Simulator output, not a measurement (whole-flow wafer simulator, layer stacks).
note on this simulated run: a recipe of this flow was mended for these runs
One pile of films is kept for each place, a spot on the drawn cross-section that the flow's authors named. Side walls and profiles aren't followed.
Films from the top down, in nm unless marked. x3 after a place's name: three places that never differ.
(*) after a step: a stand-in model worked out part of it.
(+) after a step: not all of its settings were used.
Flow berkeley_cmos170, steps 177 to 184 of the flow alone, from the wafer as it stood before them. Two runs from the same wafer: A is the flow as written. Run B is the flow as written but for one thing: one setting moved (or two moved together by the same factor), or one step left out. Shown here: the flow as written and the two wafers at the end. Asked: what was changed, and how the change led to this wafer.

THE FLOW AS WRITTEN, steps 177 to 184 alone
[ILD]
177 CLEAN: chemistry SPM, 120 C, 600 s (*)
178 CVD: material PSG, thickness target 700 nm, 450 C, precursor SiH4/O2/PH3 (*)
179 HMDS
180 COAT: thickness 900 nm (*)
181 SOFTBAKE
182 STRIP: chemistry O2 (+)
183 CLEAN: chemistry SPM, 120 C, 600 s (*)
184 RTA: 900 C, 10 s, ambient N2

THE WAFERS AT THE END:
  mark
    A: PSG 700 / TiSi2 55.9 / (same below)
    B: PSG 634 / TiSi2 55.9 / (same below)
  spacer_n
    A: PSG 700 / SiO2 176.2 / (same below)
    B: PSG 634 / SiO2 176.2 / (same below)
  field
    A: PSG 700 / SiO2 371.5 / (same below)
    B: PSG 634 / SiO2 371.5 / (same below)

The cause: step 178, CVD: thickness target 634 nm was run, where the flow has thickness target 700 nm.
It can be read off the wafer: mark has PSG 634, and step 178 as written asks for 700 nm.

How the change led to this, step by step:
  178 CVD: material PSG, thickness target 700 nm, 450 C, precursor SiH4/O2/PH3 (*)
      field, mark, sd_n and 10 more: A PSG +700 (new film) | B PSG +634 (new film)
